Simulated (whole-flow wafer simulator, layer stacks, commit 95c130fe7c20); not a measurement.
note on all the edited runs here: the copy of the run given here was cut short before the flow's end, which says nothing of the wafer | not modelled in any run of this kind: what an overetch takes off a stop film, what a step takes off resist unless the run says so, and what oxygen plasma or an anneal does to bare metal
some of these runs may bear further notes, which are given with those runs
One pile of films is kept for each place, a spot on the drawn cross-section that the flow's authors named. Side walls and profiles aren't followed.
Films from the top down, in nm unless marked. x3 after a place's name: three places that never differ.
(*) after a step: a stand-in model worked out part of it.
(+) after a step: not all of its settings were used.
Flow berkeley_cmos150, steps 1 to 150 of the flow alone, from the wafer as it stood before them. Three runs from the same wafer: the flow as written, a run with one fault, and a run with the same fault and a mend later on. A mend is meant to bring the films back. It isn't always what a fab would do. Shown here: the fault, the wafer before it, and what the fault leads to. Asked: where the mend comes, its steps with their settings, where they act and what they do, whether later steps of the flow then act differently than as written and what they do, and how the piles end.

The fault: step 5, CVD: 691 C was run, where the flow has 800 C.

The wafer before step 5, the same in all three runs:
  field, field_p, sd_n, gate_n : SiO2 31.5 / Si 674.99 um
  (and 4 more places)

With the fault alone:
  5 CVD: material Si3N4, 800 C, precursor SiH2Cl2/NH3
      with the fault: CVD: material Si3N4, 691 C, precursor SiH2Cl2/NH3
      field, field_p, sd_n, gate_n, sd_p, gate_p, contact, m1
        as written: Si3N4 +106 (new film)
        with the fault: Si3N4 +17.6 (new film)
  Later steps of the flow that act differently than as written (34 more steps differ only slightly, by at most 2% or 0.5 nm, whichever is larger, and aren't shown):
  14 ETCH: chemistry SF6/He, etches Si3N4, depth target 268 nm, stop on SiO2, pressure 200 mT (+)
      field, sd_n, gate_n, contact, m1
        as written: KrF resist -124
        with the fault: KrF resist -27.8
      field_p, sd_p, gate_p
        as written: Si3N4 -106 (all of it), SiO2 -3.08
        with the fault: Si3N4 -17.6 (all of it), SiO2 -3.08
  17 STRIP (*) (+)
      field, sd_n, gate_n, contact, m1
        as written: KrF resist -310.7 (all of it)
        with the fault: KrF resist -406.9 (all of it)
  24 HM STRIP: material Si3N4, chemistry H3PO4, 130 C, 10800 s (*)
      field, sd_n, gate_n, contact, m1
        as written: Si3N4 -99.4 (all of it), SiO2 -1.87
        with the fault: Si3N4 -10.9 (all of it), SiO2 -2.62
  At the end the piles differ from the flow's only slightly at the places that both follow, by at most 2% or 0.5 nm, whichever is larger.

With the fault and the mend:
  The mend comes after step 6.
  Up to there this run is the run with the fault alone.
  6a ETCH: chemistry h3po4, depth target 20.24 nm
      field, field_p, sd_n, gate_n, sd_p, gate_p, contact, m1
        Si3N4 -17.6 (all of it)
  6b CLEAN: chemistry SPM, 600 s (the flow's step 1 once more)
      changes no film at any place that is followed
  6c CVD: material Si3N4, 800 C, precursor SiH2Cl2/NH3 (the flow's step 5 once more)
      field, field_p, sd_n, gate_n, sd_p, gate_p, contact, m1
        Si3N4 +106 (new film)
  No later step of the flow acts differently than as written at any place that is followed.
  At the end the piles are the same as the flow's at every place that both follow.
